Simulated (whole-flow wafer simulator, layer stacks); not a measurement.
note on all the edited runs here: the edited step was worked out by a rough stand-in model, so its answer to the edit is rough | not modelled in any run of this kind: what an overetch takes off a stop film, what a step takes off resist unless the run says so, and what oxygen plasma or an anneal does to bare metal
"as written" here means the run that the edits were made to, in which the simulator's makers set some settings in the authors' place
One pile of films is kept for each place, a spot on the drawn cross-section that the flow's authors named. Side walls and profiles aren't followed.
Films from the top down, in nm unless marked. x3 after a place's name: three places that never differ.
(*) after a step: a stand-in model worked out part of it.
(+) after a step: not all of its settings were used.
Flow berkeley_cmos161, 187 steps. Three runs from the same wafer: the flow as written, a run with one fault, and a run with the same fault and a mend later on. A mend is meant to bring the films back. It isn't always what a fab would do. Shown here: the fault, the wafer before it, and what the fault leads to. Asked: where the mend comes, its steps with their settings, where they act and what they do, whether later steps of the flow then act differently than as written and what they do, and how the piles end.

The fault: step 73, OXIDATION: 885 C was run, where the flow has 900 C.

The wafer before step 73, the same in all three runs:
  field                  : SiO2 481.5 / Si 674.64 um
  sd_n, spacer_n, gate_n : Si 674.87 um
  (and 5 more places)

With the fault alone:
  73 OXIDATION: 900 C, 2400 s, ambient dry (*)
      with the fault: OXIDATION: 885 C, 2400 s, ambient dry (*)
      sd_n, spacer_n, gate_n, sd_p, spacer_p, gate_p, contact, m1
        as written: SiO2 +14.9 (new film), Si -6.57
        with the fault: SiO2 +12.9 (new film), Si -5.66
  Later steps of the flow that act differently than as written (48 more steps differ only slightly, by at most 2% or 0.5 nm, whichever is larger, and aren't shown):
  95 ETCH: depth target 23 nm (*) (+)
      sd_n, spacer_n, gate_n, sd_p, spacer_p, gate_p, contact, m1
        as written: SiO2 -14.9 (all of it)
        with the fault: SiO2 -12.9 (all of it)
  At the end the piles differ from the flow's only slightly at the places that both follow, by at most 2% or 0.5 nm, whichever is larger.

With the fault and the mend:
  The mend comes after step 81.
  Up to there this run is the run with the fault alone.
  81a STRIP (*) (+)
      sd_p
        KrF resist -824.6 (all of it)
      spacer_p
        KrF resist -806.8 (all of it)
      gate_p
        KrF resist -805.7 (all of it)
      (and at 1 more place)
  81b CLEAN: chemistry SPM
      changes no film at any place that is followed
  81c OXIDATION: 900 C, 475 s, ambient dry (*) (the flow's step 73 once more, with other settings)
      sd_n, spacer_n, gate_n, sd_p, spacer_p, gate_p, contact, m1
        SiO2 +2.01, Si -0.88
      field
        SiO2 +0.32, Si -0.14
  81d HMDS (the flow's step 75 once more)
      changes no film at any place that is followed
  81e COAT: KrF resist, thickness 900 nm (*) (the flow's step 76 once more)
      field
        KrF resist +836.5 (new film)
      sd_n
        KrF resist +1024.5 (new film)
      spacer_n
        KrF resist +984.7 (new film)
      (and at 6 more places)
  81f SOFTBAKE: KrF resist (the flow's step 77 once more)
      changes no film at any place that is followed
  81g EXPOSE: photomask PWELL, dose 30 mJ/cm2, NA 0.5, wavelength 248 nm (*) (the flow's step 78 once more)
      changes no film at any place that is followed
  81h PEB: KrF resist, 130 C (the flow's step 79 once more)
      sd_n, m1
        KrF resist -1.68
      spacer_n, gate_n
        KrF resist -1.61
      spacer_p, gate_p
        KrF resist -1.6
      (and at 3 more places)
  81i DEVELOP: KrF resist, thickness 900 nm, developer developer-D-0.26N (the flow's step 80 once more)
      sd_p, spacer_p, gate_p, m1
        KrF resist -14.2
      field
        KrF resist -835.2 (all of it)
      sd_n
        KrF resist -1022.8 (all of it)
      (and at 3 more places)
  81j HARDBAKE: 140 C, 30 s (the flow's step 81 once more)
      sd_p
        KrF resist -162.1
      spacer_p
        KrF resist -158.7
      gate_p
        KrF resist -158.5
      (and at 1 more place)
  No later step of the flow acts differently than as written, at any place that is followed, by more than 2% or 0.5 nm, whichever is larger.
  At the end the piles are the same as the flow's at every place that both follow.
